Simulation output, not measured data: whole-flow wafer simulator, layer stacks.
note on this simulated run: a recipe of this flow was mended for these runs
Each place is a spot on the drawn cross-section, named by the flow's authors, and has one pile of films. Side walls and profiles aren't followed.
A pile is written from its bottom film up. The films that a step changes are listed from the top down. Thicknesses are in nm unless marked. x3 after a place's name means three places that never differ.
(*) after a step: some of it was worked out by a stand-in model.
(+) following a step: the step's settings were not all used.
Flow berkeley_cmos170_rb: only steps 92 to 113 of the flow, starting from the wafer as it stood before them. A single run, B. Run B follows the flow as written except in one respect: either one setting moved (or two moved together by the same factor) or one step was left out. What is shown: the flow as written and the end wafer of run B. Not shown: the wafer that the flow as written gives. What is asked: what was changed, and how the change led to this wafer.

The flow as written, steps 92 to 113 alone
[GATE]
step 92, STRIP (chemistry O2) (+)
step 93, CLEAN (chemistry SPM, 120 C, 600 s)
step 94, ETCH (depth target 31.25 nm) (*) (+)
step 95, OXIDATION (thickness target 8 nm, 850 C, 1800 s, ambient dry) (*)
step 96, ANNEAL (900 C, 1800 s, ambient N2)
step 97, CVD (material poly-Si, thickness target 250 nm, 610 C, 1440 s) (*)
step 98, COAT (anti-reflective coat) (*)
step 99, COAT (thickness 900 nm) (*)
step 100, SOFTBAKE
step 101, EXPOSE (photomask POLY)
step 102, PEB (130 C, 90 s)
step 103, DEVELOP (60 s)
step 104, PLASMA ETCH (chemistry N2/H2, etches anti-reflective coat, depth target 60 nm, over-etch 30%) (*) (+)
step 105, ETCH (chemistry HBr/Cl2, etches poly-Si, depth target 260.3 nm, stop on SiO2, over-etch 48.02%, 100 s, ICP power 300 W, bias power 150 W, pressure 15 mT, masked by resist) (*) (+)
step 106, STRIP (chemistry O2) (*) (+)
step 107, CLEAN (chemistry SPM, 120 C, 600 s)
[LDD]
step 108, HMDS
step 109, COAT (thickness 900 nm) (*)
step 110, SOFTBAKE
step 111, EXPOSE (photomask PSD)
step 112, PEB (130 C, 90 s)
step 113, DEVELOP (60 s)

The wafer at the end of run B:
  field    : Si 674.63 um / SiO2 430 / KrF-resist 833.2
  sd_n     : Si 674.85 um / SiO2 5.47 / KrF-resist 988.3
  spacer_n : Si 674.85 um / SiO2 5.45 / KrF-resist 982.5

What caused this: step 95, OXIDATION: thickness target 7.04 nm was run, whereas the flow has thickness target 8 nm; step 95, OXIDATION: 1584 s was run, where the flow has 1800 s.

The path from the change to this, step by step:
  step 95, OXIDATION (thickness target 8 nm, 850 C, 1800 s, ambient dry) (*)
      sd_n, spacer_n, gate, sd_p, spacer_p, gate_p, contact, m1: SiO2 gains 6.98 (new film), Si loses 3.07 (in the flow as written it would be: SiO2 gains 7.53 (new film), Si loses 3.31)
